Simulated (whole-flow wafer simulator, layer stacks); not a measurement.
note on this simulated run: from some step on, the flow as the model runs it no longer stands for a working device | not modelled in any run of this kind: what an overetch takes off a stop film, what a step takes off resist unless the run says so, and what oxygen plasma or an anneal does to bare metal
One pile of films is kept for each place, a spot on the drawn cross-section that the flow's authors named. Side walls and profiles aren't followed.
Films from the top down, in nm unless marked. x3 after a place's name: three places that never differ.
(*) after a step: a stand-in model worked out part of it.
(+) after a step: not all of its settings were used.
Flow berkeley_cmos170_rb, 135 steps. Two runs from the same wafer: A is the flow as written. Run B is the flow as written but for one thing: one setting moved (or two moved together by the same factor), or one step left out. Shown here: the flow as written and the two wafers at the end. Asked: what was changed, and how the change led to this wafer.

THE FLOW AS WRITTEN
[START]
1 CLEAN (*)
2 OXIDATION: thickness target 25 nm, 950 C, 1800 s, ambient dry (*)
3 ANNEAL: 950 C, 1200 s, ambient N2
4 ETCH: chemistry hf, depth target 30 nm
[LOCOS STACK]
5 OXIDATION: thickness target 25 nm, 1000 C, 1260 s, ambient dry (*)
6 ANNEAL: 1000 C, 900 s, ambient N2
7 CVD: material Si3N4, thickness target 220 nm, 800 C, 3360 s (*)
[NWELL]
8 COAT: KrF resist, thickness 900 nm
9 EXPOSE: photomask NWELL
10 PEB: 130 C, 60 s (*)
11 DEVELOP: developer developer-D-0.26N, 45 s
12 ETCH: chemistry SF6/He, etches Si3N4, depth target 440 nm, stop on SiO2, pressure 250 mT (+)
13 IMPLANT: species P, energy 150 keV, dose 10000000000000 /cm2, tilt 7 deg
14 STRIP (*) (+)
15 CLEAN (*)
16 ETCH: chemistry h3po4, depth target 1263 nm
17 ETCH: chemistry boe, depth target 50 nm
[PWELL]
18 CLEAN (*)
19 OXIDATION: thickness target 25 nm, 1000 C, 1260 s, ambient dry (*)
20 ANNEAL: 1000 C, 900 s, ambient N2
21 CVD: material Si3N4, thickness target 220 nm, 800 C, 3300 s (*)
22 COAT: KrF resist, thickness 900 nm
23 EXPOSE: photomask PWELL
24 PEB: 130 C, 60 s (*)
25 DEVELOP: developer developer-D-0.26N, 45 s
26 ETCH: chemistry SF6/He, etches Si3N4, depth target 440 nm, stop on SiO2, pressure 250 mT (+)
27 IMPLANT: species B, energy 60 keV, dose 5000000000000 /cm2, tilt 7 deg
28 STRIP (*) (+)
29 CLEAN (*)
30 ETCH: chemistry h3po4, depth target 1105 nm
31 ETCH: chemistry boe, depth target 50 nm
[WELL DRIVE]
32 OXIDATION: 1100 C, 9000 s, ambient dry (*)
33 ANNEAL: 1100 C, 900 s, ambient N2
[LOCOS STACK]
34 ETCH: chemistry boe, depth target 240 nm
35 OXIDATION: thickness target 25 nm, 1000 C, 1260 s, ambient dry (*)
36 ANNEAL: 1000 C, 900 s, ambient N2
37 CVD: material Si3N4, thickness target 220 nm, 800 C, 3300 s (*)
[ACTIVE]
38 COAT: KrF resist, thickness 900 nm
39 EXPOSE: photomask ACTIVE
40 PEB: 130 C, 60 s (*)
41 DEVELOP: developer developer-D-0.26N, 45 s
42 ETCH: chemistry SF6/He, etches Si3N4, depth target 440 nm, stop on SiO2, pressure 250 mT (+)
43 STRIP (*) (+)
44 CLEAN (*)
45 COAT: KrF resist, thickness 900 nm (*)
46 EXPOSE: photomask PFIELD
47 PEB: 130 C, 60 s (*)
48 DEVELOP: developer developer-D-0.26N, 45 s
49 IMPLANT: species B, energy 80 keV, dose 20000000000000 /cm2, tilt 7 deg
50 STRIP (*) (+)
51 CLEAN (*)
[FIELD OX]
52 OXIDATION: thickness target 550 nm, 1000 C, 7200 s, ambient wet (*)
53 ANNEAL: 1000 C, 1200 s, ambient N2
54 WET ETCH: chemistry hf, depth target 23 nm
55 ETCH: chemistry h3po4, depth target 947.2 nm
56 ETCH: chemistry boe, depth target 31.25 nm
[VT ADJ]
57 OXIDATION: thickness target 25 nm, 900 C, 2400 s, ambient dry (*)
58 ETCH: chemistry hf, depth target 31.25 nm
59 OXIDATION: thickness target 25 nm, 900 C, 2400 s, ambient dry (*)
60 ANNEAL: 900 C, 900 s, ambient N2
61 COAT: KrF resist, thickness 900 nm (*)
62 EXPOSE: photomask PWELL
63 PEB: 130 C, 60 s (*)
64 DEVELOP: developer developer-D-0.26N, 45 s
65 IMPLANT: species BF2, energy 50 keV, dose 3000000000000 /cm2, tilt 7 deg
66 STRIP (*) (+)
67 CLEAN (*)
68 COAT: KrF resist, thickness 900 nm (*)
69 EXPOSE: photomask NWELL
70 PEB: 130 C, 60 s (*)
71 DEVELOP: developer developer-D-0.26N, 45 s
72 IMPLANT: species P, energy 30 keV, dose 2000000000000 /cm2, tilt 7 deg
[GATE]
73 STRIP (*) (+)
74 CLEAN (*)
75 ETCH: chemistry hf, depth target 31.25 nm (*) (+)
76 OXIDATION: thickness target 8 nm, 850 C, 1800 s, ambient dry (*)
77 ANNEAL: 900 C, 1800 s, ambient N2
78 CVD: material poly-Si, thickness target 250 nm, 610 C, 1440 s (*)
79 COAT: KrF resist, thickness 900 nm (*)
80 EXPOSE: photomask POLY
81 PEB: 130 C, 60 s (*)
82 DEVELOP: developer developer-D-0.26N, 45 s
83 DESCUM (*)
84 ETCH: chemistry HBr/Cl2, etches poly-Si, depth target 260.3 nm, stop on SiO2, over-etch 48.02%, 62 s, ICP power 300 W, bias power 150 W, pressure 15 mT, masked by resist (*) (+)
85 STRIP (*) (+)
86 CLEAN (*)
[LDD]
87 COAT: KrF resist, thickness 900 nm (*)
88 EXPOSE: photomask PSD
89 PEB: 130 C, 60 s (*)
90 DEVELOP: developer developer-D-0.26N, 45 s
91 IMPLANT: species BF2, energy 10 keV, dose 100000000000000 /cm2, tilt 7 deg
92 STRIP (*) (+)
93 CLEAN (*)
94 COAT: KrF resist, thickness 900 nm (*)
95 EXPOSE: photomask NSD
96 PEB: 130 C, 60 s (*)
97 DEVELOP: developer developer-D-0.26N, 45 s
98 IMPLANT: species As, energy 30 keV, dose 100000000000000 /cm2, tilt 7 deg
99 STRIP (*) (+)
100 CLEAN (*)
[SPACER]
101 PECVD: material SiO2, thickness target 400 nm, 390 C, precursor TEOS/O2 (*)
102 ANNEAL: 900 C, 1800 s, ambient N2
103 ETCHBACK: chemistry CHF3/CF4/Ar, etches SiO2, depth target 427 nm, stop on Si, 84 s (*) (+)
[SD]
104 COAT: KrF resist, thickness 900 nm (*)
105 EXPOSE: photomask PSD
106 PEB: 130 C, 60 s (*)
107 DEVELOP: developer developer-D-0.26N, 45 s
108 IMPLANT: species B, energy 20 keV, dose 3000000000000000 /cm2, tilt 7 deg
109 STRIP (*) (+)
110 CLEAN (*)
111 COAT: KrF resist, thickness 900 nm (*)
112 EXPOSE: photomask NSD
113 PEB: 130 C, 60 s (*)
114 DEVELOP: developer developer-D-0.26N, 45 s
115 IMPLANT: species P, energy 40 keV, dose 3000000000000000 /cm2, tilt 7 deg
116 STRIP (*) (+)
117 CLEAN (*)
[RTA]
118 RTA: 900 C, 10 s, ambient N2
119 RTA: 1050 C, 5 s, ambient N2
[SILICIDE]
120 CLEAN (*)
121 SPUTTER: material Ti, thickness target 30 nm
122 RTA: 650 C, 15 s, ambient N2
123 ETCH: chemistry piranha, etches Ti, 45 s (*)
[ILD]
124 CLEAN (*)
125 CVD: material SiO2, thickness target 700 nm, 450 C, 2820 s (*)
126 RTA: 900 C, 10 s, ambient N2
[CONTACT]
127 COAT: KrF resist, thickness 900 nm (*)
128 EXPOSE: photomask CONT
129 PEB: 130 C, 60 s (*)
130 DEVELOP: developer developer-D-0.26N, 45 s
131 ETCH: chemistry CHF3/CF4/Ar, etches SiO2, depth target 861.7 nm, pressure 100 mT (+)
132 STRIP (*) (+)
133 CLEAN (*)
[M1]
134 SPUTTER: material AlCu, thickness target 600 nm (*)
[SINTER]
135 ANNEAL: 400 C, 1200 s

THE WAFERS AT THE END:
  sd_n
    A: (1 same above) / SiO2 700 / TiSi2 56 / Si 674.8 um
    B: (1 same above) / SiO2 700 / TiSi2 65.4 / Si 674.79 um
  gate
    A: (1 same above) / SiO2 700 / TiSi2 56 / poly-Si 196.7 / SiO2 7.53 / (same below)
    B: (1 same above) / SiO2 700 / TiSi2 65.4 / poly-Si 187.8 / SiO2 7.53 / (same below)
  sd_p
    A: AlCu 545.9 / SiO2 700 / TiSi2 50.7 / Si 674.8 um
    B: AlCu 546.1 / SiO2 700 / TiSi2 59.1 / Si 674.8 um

The cause: step 121, SPUTTER: thickness target 35 nm was run, where the flow has thickness target 30 nm.

How the change led to this, step by step:
  121 SPUTTER: material Ti, thickness target 30 nm
      field, sd_n, spacer_n, gate, spacer_p, gate_p, contact, m1: A Ti +30 (new film) | B Ti +35 (new film)
      sd_p: A Ti +27.1 (new film) | B Ti +31.6 (new film)
  122 RTA: 650 C, 15 s, ambient N2
      sd_n, contact, m1: A Ti -23.4, TiSi first +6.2 (new film), TiSi2 C49 +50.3 (new film), Si -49 | B Ti -27.3, TiSi first +16.6 (new film), TiSi2 C49 +44.8 (new film), Si -51
      gate, gate_p: A Ti -23.4, TiSi first +6.2 (new film), TiSi2 C49 +50.3 (new film), poly-Si -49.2 | B Ti -27.3, TiSi first +16.6 (new film), TiSi2 C49 +44.8 (new film), poly-Si -51.2
      (and at 1 more place)
  123 ETCH: chemistry piranha, etches Ti, 45 s (*)
      sd_n, gate, gate_p, contact, m1: A Ti -6.6 (all of it) | B Ti -7.7 (all of it)
      field, spacer_n, spacer_p: A Ti -30 (all of it) | B Ti -35 (all of it)
      (and at 1 more place)
  126 RTA: 900 C, 10 s, ambient N2
      sd_n, contact, m1: A under 1 film: TiSi2 +56 (new film), TiSi first -6.2 (all of it), TiSi2 C49 -50.3 (all of it), Si -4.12 | B under 1 film: TiSi2 +65.4 (new film), TiSi first -16.6 (all of it), TiSi2 C49 -44.8 (all of it), Si -11
      gate, gate_p: A under 1 film: TiSi2 +56 (new film), TiSi first -6.2 (all of it), TiSi2 C49 -50.3 (all of it), poly-Si -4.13 | B under 1 film: TiSi2 +65.4 (new film), TiSi first -16.6 (all of it), TiSi2 C49 -44.8 (all of it), poly-Si -11.1
      (and at 1 more place)
